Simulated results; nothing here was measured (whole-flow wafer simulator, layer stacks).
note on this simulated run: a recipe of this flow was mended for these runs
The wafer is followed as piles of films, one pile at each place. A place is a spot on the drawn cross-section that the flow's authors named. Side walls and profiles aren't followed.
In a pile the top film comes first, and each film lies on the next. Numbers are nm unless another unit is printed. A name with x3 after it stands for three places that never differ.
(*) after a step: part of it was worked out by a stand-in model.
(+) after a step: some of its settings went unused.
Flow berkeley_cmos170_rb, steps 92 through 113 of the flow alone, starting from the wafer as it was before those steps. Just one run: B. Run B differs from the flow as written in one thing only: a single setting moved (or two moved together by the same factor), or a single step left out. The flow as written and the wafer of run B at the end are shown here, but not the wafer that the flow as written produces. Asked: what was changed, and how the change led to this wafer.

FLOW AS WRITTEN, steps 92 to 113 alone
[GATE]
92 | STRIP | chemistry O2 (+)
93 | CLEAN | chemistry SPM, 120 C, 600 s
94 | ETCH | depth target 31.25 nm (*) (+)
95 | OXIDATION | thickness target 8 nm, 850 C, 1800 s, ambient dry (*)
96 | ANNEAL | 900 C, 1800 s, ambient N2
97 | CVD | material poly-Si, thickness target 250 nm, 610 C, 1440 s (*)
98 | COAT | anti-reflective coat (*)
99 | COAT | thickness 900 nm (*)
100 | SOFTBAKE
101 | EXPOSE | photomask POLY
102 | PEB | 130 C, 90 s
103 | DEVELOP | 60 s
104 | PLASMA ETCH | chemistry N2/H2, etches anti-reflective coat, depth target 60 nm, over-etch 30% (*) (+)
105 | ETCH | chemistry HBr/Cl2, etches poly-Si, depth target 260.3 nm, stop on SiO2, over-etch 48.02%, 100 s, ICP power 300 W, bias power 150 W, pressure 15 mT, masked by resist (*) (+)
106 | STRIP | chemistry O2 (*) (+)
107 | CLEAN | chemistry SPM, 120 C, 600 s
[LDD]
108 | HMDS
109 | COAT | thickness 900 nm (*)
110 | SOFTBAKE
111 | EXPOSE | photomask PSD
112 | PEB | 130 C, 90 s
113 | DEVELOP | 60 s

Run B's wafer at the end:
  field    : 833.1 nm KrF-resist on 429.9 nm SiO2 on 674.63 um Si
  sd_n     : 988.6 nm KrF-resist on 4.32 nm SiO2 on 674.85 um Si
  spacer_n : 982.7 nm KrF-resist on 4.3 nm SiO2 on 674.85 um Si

The reason: step 95, OXIDATION: thickness target 5.12 nm was run, though the flow has thickness target 8 nm; step 95, OXIDATION: 1152 s was run, where the flow has 1800 s.

Step by step, how the change led to this:
  95 | OXIDATION | thickness target 8 nm, 850 C, 1800 s, ambient dry (*)
      sd_n, spacer_n, gate, sd_p, spacer_p, gate_p, contact, m1: +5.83 SiO2 (new film), -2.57 Si (it would be, as written: +7.53 SiO2 (new film), -3.31 Si)
